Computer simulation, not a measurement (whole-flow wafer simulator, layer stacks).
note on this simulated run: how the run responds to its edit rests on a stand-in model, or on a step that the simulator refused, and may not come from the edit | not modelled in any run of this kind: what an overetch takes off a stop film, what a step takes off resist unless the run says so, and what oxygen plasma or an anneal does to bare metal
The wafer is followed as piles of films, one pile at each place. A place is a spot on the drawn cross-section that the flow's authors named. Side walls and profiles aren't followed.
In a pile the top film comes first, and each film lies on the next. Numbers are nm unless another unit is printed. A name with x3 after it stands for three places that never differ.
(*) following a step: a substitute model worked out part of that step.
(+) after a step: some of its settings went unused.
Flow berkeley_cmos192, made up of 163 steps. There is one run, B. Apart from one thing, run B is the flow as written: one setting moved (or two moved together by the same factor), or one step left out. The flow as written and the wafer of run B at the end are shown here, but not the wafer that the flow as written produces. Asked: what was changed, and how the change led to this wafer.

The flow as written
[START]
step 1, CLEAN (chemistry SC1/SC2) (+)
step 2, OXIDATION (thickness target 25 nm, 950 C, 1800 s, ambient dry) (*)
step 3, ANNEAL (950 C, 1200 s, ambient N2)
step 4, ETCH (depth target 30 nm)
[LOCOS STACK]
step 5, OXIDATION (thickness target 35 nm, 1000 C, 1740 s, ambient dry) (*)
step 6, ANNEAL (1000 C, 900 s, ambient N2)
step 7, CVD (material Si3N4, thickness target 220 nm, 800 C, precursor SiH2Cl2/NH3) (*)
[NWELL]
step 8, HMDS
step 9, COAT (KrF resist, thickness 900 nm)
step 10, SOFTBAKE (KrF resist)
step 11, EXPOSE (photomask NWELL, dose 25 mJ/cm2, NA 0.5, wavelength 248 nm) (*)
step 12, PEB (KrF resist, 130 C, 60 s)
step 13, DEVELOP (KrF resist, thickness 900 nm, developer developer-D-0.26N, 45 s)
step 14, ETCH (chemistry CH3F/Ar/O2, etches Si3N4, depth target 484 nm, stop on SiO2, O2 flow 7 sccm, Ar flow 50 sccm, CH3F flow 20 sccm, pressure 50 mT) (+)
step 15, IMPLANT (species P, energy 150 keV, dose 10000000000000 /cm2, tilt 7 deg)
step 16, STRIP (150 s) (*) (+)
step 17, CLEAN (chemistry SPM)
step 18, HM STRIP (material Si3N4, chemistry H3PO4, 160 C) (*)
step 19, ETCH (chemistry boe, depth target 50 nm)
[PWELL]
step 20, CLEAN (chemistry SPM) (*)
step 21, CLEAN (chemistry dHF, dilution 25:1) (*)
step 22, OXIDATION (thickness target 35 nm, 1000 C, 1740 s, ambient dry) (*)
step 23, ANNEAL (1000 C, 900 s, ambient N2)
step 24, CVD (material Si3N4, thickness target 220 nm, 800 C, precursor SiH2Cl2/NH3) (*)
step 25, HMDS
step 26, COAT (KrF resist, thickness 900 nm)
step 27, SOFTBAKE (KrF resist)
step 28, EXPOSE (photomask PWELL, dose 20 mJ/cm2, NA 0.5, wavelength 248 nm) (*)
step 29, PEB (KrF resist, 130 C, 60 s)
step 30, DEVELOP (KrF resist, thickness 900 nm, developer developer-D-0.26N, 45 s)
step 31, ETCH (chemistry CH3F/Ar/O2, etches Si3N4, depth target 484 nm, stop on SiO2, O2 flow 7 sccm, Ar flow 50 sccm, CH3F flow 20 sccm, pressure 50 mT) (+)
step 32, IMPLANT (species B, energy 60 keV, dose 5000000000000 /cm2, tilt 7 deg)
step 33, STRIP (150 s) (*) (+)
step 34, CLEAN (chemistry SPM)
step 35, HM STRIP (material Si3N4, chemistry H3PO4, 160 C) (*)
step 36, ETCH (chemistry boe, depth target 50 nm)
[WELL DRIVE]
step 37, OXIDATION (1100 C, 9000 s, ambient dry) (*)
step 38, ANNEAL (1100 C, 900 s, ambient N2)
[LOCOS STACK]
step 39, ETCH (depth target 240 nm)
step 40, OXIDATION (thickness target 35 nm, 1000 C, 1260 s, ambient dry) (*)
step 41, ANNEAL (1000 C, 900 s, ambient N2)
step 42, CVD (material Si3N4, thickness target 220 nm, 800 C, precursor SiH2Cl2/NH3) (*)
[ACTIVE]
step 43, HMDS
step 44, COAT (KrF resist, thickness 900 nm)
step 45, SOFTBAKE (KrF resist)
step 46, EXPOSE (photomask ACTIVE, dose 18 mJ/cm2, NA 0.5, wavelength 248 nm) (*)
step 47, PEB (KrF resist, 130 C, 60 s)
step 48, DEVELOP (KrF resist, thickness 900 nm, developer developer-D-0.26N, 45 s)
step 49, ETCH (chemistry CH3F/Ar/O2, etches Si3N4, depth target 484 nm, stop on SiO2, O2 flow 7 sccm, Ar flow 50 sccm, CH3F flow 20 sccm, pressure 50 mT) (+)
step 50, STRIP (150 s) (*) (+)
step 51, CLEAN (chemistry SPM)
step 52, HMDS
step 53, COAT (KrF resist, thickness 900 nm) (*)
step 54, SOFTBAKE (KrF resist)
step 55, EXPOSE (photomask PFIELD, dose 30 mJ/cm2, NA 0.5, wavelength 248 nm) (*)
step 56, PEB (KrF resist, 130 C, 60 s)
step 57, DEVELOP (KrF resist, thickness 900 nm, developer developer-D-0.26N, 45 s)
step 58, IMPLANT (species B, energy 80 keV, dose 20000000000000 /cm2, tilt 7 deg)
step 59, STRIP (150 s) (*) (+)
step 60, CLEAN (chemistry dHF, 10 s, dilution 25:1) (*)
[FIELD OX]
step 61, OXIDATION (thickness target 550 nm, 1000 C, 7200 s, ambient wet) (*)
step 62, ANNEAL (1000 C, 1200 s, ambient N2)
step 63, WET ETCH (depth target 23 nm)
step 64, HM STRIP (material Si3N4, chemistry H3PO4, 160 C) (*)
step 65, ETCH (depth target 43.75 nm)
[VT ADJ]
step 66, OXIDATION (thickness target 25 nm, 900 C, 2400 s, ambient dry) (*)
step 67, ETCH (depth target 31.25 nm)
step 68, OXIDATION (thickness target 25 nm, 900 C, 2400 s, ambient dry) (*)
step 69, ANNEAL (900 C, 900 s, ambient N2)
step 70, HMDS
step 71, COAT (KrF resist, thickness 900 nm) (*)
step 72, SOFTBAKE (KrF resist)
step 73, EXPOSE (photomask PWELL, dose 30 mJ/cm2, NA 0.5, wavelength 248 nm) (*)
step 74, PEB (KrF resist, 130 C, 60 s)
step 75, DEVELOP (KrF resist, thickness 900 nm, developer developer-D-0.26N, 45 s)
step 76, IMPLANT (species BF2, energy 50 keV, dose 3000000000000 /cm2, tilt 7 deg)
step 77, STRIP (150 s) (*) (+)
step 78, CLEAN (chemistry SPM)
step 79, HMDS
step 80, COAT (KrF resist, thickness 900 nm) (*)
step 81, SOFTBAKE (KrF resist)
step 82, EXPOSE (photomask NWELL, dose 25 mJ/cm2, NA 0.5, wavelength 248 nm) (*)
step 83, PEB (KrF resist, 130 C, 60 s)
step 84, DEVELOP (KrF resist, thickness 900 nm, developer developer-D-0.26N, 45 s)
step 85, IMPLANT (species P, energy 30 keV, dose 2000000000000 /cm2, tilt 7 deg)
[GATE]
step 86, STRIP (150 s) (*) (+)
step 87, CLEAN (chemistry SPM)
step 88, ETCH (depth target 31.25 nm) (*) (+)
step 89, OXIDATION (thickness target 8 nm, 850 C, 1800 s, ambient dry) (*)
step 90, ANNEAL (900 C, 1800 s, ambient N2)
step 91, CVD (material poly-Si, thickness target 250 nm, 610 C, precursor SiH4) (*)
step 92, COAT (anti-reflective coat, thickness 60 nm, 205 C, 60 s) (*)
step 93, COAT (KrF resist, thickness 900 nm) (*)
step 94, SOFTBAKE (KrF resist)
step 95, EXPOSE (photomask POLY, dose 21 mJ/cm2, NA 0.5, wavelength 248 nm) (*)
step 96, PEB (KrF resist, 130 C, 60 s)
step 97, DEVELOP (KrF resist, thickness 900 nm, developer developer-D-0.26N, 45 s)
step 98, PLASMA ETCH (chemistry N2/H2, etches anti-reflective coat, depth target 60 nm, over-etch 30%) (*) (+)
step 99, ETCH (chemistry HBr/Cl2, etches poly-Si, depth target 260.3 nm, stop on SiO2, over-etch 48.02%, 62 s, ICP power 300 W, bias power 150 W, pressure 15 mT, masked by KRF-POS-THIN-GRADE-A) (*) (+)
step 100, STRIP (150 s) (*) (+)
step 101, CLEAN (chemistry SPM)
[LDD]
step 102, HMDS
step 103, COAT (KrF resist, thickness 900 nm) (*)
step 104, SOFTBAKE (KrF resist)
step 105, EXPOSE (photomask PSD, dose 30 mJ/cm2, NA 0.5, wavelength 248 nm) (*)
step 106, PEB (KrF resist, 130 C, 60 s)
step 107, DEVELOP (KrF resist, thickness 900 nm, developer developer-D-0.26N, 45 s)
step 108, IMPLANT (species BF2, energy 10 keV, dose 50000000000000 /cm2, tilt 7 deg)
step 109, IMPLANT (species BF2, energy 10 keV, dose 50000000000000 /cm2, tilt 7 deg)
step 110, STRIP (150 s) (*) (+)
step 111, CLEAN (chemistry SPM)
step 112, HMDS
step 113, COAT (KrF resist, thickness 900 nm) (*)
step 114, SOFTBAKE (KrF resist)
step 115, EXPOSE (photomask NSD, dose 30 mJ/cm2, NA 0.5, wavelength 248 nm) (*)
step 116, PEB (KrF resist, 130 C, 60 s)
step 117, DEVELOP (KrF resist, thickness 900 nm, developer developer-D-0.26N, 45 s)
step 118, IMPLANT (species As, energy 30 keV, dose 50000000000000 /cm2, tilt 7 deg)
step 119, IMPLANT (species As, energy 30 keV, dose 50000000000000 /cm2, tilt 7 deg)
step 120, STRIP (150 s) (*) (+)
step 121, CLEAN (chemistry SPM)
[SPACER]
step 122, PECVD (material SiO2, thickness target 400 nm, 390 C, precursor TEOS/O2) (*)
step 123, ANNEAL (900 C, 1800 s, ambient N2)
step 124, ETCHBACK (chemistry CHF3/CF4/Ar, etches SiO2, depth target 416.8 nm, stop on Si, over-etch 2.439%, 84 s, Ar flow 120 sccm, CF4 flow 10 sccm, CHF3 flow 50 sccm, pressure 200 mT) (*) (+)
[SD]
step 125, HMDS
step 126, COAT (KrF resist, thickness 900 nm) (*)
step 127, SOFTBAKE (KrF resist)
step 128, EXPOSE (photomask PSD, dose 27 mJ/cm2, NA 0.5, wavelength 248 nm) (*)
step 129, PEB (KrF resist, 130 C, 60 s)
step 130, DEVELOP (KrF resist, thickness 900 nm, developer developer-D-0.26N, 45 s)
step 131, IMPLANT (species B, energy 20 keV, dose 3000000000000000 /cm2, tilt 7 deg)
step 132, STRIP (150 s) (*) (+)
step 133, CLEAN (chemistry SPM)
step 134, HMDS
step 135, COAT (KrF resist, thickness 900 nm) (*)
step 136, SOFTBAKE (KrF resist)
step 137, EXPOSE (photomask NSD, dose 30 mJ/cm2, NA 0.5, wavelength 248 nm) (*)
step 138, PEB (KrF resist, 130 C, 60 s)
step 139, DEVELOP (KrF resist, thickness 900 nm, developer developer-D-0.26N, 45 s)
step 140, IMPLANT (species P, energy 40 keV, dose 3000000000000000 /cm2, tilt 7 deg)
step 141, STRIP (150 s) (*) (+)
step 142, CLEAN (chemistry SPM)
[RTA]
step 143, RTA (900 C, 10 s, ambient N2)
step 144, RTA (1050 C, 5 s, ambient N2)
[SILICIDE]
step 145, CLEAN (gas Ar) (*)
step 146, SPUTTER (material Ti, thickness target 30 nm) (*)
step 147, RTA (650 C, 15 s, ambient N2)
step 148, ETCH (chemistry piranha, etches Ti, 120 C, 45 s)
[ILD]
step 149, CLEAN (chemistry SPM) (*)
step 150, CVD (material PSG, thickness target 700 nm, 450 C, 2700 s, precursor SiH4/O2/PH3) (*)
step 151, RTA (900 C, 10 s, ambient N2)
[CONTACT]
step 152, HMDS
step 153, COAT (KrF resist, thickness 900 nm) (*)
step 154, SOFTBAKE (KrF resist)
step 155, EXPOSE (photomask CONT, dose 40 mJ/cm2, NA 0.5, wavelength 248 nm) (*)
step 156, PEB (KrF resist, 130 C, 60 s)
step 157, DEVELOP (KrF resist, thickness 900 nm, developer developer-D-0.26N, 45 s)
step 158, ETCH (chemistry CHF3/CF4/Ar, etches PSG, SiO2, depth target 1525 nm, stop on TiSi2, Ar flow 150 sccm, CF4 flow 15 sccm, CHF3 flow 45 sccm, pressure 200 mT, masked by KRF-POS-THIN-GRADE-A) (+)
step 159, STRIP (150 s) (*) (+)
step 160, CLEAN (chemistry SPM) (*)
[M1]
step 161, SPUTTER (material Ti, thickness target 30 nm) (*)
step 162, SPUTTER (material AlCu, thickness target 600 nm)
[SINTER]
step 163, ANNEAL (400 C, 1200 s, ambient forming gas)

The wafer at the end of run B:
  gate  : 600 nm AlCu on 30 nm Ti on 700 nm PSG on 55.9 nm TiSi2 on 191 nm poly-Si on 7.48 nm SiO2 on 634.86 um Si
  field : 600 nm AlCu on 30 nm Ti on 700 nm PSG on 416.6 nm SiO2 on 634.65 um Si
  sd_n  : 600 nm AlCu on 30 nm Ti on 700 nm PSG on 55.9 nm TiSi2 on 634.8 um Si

The reason: step 39, ETCH: depth target 123 nm was run, while the flow as written has depth target 240 nm.

The path from the change to this, step by step:
  step 39, ETCH (depth target 240 nm)
      field, sd_n, spacer_n and 6 more: SiO2 loses 123 (in the flow as written it would be: SiO2 loses 197.6 (all of it))
  step 40, OXIDATION (thickness target 35 nm, 1000 C, 1260 s, ambient dry) (*)
      field, sd_n, spacer_n and 6 more: SiO2 gains 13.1, Si loses 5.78 (in the flow as written it would be: SiO2 gains 26.6 (new film), Si loses 11.7)
  step 61, OXIDATION (thickness target 550 nm, 1000 C, 7200 s, ambient wet) (*)
      gate_p, m1: SiO2 gains 12.1 (new film), Si3N4 loses 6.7, SiO2 gains 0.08 (in the flow as written it would be: SiO2 gains 12.1 (new film), Si3N4 loses 6.7)
      spacer_n: SiO2 gains 12.1 (new film), Si3N4 loses 6.7, SiO2 gains 0.12, Si loses 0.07 (in the flow as written it would be: SiO2 gains 12.1 (new film), Si3N4 loses 6.7)
      (as well as at 6 more places)
  step 65, ETCH (depth target 43.75 nm)
      sd_n, spacer_n, gate, spacer_p, gate_p, contact, m1: SiO2 loses 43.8 (in the flow as written it would be: SiO2 loses 24.6 (all of it))
      sd_p: SiO2 loses 43.7 (in the flow as written it would be: SiO2 loses 24.6 (all of it))
  step 66, OXIDATION (thickness target 25 nm, 900 C, 2400 s, ambient dry) (*)
      gate, spacer_p, gate_p, m1: SiO2 gains 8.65, Si loses 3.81 (in the flow as written it would be: SiO2 gains 14.9 (new film), Si loses 6.57)
      sd_n: SiO2 gains 7.99, Si loses 3.52 (in the flow as written it would be: SiO2 gains 14.9 (new film), Si loses 6.57)
      (as well as at 3 more places)
  step 67, ETCH (depth target 31.25 nm)
      spacer_n, gate, sd_p, spacer_p, contact: SiO2 loses 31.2 (in the flow as written it would be: SiO2 loses 14.9 (all of it))
      sd_n, gate_p, m1: SiO2 loses 31.3 (in the flow as written it would be: SiO2 loses 14.9 (all of it))
  step 68, OXIDATION (thickness target 25 nm, 900 C, 2400 s, ambient dry) (*)
      spacer_n, spacer_p, contact: SiO2 gains 8.6, Si loses 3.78 (in the flow as written it would be: SiO2 gains 14.9 (new film), Si loses 6.57)
      gate, gate_p, m1: SiO2 gains 8.6, Si loses 3.79 (in the flow as written it would be: SiO2 gains 14.9 (new film), Si loses 6.57)
      (as well as at 2 more places)
  step 88, ETCH (depth target 31.25 nm) (*) (+)
      sd_n, sd_p: SiO2 loses 31.2 (in the flow as written it would be: SiO2 loses 14.9 (all of it))
      spacer_n, gate, spacer_p, gate_p, contact, m1: SiO2 loses 28.1 (all of it) (in the flow as written it would be: SiO2 loses 14.9 (all of it))
  step 89, OXIDATION (thickness target 8 nm, 850 C, 1800 s, ambient dry) (*)
      sd_n: SiO2 gains 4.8, Si loses 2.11 (in the flow as written it would be: SiO2 gains 7.48 (new film), Si loses 3.29)
      sd_p: SiO2 gains 4.74, Si loses 2.09 (in the flow as written it would be: SiO2 gains 7.48 (new film), Si loses 3.29)
  step 92, COAT (anti-reflective coat, thickness 60 nm, 205 C, 60 s) (*)
      sd_n: anti-reflective coat gains 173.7 (new film) (in the flow as written it would be: anti-reflective coat gains 152.4 (new film))
      spacer_n: anti-reflective coat gains 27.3 (new film) (in the flow as written it would be: anti-reflective coat gains 33.8 (new film))
      (as well as at 6 more places)
  step 93, COAT (KrF resist, thickness 900 nm) (*)
      spacer_n: KrF resist gains 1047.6 (new film) (in the flow as written it would be: KrF resist gains 1021.2 (new film))
      gate: KrF resist gains 1050.5 (new film) (in the flow as written it would be: KrF resist gains 1023.8 (new film))
  step 97, DEVELOP (KrF resist, thickness 900 nm, developer developer-D-0.26N, 45 s)
      spacer_n: KrF resist loses 1045.9 (all of it) (in the flow as written it would be: KrF resist loses 1019.5 (all of it))
  step 98, PLASMA ETCH (chemistry N2/H2, etches anti-reflective coat, depth target 60 nm, over-etch 30%) (*) (+)
      field: anti-reflective coat loses 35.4 (all of it), poly-Si loses 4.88 (in the flow as written it would be: anti-reflective coat loses 35.3 (all of it), poly-Si loses 4.18)
      sd_n: anti-reflective coat loses 173.7 (all of it), poly-Si loses 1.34 (in the flow as written it would be: anti-reflective coat loses 152.4 (all of it), poly-Si loses 1.17)
      (as well as at 5 more places)
  step 100, STRIP (150 s) (*) (+)
      gate: chemical SiO2 gains 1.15 (new film), KrF resist loses 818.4 (all of it), anti-reflective coat loses 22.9 (all of it), poly-Si loses 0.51 (in the flow as written it would be: chemical SiO2 gains 1.15 (new film), KrF resist loses 791.8 (all of it), anti-reflective coat loses 30 (all of it), poly-Si loses 0.51)
      gate_p: chemical SiO2 gains 1.15 (new film), KrF resist loses 782.4 (all of it), anti-reflective coat loses 26.8 (all of it), poly-Si loses 0.51 (in the flow as written it would be: chemical SiO2 gains 1.15 (new film), KrF resist loses 765.1 (all of it), anti-reflective coat loses 31 (all of it), poly-Si loses 0.51)
  step 126, COAT (KrF resist, thickness 900 nm) (*)
      sd_n: KrF resist gains 1022.5 (new film) (in the flow as written it would be: KrF resist gains 999.7 (new film))
  step 132, STRIP (150 s) (*) (+)
      sd_n: chemical SiO2 gains 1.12 (new film), KrF resist loses 1006.6 (all of it), Si loses 0.49 (in the flow as written it would be: chemical SiO2 gains 1.13 (new film), KrF resist loses 983.9 (all of it), Si loses 0.5)
  ... 7 other steps ...
  step 162, SPUTTER (material AlCu, thickness target 600 nm)
      sd_p: AlCu gains 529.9 (new film) (in the flow as written it would be: AlCu gains 551.2 (new film))
